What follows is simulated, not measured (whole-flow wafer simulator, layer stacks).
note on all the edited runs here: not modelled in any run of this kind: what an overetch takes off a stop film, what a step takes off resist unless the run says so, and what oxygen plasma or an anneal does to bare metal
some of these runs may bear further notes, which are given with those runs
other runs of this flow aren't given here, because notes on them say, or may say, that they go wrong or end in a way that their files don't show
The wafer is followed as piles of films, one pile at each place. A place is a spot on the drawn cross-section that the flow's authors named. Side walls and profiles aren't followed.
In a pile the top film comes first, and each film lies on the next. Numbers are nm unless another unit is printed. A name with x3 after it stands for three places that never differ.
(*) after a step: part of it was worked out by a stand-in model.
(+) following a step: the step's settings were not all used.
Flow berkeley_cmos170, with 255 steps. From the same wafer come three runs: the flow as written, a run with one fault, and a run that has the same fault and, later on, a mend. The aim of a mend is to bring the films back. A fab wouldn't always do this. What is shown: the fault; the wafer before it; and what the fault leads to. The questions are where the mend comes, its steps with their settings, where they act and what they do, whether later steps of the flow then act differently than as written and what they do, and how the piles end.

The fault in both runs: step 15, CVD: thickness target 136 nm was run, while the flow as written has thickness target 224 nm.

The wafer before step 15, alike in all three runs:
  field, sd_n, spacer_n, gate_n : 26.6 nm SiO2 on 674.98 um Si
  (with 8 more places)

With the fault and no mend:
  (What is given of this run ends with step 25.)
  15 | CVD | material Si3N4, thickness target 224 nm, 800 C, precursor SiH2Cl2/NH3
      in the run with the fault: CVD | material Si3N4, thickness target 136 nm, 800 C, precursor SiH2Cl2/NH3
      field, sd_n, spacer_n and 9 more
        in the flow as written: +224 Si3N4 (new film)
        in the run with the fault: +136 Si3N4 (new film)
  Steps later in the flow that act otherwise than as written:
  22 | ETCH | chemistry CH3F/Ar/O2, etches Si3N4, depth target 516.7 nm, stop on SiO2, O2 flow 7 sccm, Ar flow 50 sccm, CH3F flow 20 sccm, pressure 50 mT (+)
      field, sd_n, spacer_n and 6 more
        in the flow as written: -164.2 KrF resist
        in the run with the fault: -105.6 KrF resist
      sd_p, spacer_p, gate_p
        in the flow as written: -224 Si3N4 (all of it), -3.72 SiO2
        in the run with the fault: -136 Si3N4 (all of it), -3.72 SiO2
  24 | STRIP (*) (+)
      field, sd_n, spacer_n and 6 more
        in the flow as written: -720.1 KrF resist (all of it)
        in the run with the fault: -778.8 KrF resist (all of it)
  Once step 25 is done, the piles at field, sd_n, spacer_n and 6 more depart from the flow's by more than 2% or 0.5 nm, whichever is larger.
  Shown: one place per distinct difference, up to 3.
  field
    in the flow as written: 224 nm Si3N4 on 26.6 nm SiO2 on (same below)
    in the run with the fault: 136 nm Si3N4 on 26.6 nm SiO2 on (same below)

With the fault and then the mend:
  After step 15 comes the mend.
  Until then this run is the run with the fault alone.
  15a | CVD | material Si3N4, thickness target 88 nm, 800 C, precursor SiH2Cl2/NH3 (the flow's step 15, run once more with other settings)
      field, sd_n, spacer_n and 9 more
        +88 Si3N4
  Later steps of the flow that are run all act as written at every place that is followed.
  The piles end the same as the flow's at every place that both follow.
